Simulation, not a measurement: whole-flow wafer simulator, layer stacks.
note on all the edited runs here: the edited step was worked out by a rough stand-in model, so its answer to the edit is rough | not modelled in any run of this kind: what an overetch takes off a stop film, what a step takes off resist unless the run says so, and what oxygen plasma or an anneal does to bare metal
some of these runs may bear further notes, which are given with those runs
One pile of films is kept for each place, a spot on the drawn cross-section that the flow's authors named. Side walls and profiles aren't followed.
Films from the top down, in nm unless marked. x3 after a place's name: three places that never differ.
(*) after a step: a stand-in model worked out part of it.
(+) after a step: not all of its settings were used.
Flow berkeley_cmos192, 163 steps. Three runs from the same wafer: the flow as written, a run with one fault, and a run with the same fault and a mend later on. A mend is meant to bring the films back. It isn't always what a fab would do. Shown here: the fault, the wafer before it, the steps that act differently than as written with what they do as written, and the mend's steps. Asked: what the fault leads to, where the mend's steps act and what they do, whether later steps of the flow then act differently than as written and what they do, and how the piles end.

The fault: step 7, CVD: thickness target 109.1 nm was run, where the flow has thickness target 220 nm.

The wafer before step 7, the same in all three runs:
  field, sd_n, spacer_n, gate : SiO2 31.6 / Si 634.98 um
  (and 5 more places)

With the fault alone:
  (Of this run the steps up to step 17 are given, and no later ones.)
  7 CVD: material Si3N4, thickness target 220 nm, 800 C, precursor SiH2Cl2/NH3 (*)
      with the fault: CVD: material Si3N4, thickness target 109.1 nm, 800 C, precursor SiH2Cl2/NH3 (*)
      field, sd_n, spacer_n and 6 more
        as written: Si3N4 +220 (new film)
        with the fault: Si3N4 +109.1 (new film)
  Later steps of the flow that act differently than as written:
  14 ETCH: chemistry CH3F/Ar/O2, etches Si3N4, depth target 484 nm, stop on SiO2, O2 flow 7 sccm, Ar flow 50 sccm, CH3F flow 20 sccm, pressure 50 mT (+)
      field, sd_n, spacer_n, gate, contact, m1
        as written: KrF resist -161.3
        with the fault: KrF resist -87.4
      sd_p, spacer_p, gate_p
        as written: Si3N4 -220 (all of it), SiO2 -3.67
        with the fault: Si3N4 -109.1 (all of it), SiO2 -3.67
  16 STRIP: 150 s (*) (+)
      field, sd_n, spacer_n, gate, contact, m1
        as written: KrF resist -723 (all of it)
        with the fault: KrF resist -797 (all of it)
  After step 17 the piles differ from the flow's by more than 2% or 0.5 nm, whichever is larger, at field, sd_n, spacer_n, gate, contact, m1.
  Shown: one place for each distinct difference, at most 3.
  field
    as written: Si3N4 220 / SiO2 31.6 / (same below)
    with the fault: Si3N4 109.1 / SiO2 31.6 / (same below)

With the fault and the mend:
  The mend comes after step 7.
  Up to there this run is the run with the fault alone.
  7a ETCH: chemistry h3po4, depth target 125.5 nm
      field, sd_n, spacer_n and 6 more
        Si3N4 -109.1 (all of it)
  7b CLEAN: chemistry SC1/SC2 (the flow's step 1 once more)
      changes no film at any place that is followed
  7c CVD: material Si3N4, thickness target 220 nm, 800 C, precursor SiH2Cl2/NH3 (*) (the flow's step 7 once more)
      field, sd_n, spacer_n and 6 more
        Si3N4 +220 (new film)
  No later step of the flow acts differently than as written at any place that is followed.
  At the end the piles are the same as the flow's at every place that both follow.
